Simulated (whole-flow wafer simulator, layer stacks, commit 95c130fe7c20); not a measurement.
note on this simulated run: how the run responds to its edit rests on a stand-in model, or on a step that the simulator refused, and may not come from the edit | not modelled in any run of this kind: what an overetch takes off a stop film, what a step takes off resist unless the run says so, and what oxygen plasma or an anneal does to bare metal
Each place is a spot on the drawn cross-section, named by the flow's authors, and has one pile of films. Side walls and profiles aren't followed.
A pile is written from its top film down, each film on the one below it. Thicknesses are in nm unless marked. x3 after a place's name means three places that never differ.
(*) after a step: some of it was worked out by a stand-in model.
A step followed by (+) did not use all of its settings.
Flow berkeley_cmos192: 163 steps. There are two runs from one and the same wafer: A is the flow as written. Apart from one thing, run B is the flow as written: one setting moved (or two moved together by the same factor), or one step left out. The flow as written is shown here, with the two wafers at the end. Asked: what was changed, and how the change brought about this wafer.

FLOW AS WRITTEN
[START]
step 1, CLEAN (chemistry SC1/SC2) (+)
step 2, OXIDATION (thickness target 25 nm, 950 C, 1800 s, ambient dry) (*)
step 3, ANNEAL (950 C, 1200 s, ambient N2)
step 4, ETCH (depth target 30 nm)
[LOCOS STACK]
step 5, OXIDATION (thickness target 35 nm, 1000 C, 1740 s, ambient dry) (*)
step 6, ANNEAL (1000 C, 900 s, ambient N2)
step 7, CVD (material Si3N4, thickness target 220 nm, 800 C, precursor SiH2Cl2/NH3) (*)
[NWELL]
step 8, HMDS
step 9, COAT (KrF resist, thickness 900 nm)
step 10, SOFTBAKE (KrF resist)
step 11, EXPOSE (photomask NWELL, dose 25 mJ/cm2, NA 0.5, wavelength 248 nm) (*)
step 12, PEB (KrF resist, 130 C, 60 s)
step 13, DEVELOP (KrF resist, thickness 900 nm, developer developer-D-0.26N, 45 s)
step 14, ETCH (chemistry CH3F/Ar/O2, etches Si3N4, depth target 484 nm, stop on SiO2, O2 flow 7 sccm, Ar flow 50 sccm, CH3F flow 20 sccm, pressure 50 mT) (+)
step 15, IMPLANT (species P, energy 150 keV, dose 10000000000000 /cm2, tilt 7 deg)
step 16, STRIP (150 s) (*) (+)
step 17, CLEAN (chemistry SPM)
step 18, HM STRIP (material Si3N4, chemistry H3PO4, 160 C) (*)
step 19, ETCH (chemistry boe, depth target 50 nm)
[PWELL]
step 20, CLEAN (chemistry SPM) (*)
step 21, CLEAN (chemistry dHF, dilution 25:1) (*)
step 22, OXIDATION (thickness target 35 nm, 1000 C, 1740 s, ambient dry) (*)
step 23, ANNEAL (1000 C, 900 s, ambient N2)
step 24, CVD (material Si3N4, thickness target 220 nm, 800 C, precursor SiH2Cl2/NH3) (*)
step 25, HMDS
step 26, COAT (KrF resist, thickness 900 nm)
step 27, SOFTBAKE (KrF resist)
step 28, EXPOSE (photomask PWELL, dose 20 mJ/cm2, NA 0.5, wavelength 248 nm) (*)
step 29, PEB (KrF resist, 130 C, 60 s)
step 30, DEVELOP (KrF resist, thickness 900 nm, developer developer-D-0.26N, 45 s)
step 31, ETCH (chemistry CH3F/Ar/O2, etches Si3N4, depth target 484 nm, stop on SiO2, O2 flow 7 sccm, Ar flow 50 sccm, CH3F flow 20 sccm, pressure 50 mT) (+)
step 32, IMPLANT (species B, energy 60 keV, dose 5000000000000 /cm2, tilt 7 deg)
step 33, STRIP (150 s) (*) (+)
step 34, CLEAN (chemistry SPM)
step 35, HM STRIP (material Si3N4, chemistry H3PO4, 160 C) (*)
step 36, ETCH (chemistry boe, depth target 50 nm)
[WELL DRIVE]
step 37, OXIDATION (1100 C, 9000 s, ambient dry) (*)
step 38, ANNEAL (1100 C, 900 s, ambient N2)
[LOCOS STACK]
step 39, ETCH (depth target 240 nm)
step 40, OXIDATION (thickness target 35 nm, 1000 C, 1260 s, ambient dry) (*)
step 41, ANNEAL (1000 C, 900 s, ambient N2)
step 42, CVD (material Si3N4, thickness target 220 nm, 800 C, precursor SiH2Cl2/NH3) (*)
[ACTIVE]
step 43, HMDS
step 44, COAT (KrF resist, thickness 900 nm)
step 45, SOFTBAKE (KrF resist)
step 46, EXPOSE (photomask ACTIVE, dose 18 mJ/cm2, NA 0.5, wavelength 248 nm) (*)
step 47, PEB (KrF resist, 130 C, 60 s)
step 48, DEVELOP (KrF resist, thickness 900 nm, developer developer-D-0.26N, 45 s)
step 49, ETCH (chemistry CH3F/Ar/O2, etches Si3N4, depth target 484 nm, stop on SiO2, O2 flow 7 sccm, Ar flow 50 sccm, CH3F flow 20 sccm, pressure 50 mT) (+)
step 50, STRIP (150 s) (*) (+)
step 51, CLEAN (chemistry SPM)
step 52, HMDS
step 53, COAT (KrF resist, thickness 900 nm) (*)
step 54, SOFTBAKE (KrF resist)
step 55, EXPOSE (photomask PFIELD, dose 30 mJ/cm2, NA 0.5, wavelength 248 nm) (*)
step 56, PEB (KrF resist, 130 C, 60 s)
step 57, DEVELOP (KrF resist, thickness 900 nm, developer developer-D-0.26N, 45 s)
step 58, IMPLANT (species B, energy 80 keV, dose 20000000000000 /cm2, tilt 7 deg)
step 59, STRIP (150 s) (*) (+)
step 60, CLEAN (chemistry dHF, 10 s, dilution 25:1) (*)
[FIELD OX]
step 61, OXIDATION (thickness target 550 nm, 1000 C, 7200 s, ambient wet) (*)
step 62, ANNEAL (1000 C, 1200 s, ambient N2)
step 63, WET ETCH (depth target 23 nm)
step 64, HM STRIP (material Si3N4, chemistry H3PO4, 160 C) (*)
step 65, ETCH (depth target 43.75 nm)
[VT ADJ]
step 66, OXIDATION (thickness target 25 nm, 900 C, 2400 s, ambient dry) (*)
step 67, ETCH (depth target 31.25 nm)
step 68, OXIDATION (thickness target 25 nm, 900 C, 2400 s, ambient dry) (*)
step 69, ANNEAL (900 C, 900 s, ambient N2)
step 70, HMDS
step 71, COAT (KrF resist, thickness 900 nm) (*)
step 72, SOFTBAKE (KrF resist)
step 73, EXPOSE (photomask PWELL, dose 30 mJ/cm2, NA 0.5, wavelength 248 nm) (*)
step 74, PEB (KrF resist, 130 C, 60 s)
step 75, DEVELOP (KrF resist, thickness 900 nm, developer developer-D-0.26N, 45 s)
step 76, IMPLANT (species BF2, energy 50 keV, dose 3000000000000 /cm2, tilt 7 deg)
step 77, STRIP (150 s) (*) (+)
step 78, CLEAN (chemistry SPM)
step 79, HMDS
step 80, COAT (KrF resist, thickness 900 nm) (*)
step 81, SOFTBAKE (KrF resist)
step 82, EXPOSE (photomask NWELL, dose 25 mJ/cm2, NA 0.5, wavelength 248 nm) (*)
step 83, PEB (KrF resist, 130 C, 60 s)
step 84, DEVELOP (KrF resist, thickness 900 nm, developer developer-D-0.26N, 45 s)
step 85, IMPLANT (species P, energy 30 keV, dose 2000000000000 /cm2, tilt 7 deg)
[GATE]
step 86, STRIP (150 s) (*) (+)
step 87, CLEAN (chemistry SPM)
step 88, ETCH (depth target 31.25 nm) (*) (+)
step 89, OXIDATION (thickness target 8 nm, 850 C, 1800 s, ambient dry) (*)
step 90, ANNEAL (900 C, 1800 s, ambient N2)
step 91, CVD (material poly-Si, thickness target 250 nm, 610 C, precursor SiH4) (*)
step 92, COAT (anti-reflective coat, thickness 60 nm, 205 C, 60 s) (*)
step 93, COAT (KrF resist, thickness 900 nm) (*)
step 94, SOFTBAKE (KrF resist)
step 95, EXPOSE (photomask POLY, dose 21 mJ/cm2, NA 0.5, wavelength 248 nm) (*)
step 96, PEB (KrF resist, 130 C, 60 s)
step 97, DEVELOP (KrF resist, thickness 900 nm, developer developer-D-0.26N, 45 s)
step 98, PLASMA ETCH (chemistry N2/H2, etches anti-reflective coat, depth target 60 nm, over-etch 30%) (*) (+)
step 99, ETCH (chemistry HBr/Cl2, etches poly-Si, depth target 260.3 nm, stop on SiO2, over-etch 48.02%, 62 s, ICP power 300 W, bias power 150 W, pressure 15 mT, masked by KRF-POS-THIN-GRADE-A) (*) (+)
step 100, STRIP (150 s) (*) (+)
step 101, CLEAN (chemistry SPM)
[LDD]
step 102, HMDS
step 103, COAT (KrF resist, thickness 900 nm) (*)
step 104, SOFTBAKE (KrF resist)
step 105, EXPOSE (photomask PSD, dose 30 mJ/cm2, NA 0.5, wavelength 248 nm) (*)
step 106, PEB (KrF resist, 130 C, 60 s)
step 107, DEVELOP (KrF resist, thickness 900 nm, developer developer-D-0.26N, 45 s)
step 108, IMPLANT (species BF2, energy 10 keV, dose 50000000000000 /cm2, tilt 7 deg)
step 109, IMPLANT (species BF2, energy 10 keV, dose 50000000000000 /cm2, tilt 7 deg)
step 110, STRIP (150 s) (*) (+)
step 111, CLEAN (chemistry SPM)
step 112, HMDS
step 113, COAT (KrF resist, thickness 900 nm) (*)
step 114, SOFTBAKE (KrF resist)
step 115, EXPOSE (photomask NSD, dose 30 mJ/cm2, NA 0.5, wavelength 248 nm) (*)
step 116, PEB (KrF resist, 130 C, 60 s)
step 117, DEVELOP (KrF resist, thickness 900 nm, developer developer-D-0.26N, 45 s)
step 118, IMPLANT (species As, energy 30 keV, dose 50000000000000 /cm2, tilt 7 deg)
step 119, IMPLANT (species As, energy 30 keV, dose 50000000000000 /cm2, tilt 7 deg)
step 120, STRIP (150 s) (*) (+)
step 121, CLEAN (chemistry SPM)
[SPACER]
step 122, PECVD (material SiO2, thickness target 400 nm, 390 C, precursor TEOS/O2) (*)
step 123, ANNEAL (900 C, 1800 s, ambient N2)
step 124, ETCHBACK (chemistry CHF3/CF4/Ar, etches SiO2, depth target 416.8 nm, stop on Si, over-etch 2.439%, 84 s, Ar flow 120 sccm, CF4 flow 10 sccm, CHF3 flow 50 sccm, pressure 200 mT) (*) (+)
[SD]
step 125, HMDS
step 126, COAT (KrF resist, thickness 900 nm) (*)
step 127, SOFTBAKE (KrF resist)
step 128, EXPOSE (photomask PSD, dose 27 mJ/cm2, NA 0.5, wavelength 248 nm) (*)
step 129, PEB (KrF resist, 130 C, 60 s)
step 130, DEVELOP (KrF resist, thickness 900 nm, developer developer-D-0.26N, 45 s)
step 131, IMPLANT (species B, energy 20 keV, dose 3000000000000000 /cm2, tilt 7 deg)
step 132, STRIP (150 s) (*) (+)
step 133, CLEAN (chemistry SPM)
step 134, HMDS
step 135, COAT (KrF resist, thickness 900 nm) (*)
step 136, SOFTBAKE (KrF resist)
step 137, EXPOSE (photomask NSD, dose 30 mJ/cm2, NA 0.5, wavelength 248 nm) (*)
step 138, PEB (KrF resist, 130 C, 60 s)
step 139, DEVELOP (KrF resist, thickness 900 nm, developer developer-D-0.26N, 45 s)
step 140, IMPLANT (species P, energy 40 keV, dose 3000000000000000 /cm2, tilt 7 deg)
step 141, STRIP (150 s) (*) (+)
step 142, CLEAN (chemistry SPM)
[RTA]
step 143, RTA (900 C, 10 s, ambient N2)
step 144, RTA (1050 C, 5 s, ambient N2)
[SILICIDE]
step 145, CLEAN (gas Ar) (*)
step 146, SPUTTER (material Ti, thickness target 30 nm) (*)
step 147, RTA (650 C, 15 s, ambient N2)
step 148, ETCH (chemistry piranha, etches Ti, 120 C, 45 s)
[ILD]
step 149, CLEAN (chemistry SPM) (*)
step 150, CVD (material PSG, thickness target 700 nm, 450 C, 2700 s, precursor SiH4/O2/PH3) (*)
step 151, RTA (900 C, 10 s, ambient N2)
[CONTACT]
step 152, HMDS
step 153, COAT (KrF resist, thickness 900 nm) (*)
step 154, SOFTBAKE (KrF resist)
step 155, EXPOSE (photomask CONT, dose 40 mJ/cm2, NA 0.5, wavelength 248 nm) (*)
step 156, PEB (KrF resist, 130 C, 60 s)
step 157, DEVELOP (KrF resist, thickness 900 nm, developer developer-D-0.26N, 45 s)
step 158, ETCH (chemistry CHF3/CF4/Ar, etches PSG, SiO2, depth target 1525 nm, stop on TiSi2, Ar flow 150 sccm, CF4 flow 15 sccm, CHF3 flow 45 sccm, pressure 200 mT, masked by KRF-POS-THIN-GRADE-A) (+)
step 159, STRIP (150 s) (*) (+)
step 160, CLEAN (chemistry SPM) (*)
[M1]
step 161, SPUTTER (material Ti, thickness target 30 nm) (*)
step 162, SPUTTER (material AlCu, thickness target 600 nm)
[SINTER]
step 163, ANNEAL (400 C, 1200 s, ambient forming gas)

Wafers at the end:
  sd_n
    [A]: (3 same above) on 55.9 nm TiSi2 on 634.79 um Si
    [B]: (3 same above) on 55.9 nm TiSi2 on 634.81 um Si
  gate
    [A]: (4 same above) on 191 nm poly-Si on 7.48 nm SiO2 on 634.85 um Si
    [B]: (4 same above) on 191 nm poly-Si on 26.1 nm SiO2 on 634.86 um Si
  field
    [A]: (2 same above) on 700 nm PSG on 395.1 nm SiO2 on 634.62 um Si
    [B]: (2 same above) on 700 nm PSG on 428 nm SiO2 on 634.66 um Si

The reason: step 39, ETCH: depth target 93 nm was run, while the flow as written has depth target 240 nm.

The path from the change to this, step by step:
  step 39, ETCH (depth target 240 nm)
      field, sd_n, spacer_n and 6 more: A -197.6 SiO2 (all of it) | B -93 SiO2
  step 40, OXIDATION (thickness target 35 nm, 1000 C, 1260 s, ambient dry) (*)
      field, sd_n, spacer_n and 6 more: A +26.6 SiO2 (new film), -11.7 Si | B +11.6 SiO2, -5.08 Si
  step 61, OXIDATION (thickness target 550 nm, 1000 C, 7200 s, ambient wet) (*)
      sd_n, sd_p: A +12.1 SiO2 (new film), -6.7 Si3N4, +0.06 SiO2, -0.06 Si | B +12.1 SiO2 (new film), -6.7 Si3N4
      gate: A +12.1 SiO2 (new film), -6.7 Si3N4, +0.05 SiO2, -0.05 Si | B +12.1 SiO2 (new film), -6.7 Si3N4
      (and at 1 other place as well)
  step 65, ETCH (depth target 43.75 nm)
      sd_n, spacer_n, gate, sd_p, spacer_p, gate_p, contact, m1: A -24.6 SiO2 (all of it) | B -43.8 SiO2
  step 66, OXIDATION (thickness target 25 nm, 900 C, 2400 s, ambient dry) (*)
      sd_n, spacer_n, gate, sd_p, spacer_p, gate_p, contact, m1: A +14.9 SiO2 (new film), -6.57 Si | B +7.4 SiO2, -3.26 Si
  step 67, ETCH (depth target 31.25 nm)
      sd_n, spacer_n, gate, sd_p, spacer_p, gate_p, contact, m1: A -14.9 SiO2 (all of it) | B -31.2 SiO2
  step 68, OXIDATION (thickness target 25 nm, 900 C, 2400 s, ambient dry) (*)
      sd_n, spacer_n, gate, sd_p, spacer_p, gate_p, contact, m1: A +14.9 SiO2 (new film), -6.57 Si | B +7.21 SiO2, -3.17 Si
  step 88, ETCH (depth target 31.25 nm) (*) (+)
      sd_n, spacer_n, gate, sd_p, spacer_p, gate_p, contact, m1: A -14.9 SiO2 (all of it) | B -31.2 SiO2
  step 89, OXIDATION (thickness target 8 nm, 850 C, 1800 s, ambient dry) (*)
      sd_n, spacer_n, gate, sd_p, spacer_p, gate_p, contact, m1: A +7.48 SiO2 (new film), -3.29 Si | B +3.59 SiO2, -1.58 Si
  step 92, COAT (anti-reflective coat, thickness 60 nm, 205 C, 60 s) (*)
      sd_n: A +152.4 anti-reflective coat (new film) | B +175.3 anti-reflective coat (new film)
      spacer_n: A +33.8 anti-reflective coat (new film) | B +27 anti-reflective coat (new film)
      (and at 6 other places as well)
  step 93, COAT (KrF resist, thickness 900 nm) (*)
      spacer_n: A +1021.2 KrF resist (new film) | B +1047 KrF resist (new film)
      gate: A +1023.8 KrF resist (new film) | B +1049.9 KrF resist (new film)
  step 97, DEVELOP (KrF resist, thickness 900 nm, developer developer-D-0.26N, 45 s)
      spacer_n: A -1019.5 KrF resist (all of it) | B -1045.3 KrF resist (all of it)
  step 98, PLASMA ETCH (chemistry N2/H2, etches anti-reflective coat, depth target 60 nm, over-etch 30%) (*) (+)
      field: A -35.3 anti-reflective coat (all of it), -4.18 poly-Si | B -35.5 anti-reflective coat (all of it), -4.93 poly-Si
      sd_n: A -152.4 anti-reflective coat (all of it), -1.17 poly-Si | B -175.3 anti-reflective coat (all of it), -1.35 poly-Si
      (and at 5 other places as well)
  step 100, STRIP (150 s) (*) (+)
      gate: A +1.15 chemical SiO2 (new film), -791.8 KrF resist (all of it), -30 anti-reflective coat (all of it), -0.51 poly-Si | B +1.15 chemical SiO2 (new film), -817.8 KrF resist (all of it), -22.6 anti-reflective coat (all of it), -0.51 poly-Si
      gate_p: A +1.15 chemical SiO2 (new film), -765.1 KrF resist (all of it), -31 anti-reflective coat (all of it), -0.51 poly-Si | B +1.15 chemical SiO2 (new film), -781.5 KrF resist (all of it), -26.3 anti-reflective coat (all of it), -0.51 poly-Si
  step 124, ETCHBACK (chemistry CHF3/CF4/Ar, etches SiO2, depth target 416.8 nm, stop on Si, over-etch 2.439%, 84 s, Ar flow 120 sccm, CF4 flow 10 sccm, CHF3 flow 50 sccm, pressure 200 mT) (*) (+)
      sd_n: A -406 SiO2 (all of it) | B -424.6 SiO2 (all of it)
      sd_p: A -391.4 SiO2 (all of it) | B -407.7 SiO2 (all of it)
      (and at 2 other places as well)
  step 126, COAT (KrF resist, thickness 900 nm) (*)
      sd_n: A +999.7 KrF resist (new film) | B +1029.3 KrF resist (new film)
      sd_p: A +1006.2 KrF resist (new film) | B +1030.4 KrF resist (new film)
      (and at 2 other places as well)
  ... 12 other steps ...
  step 162, SPUTTER (material AlCu, thickness target 600 nm)
      sd_p: A +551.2 AlCu (new film) | B +522.3 AlCu (new film)
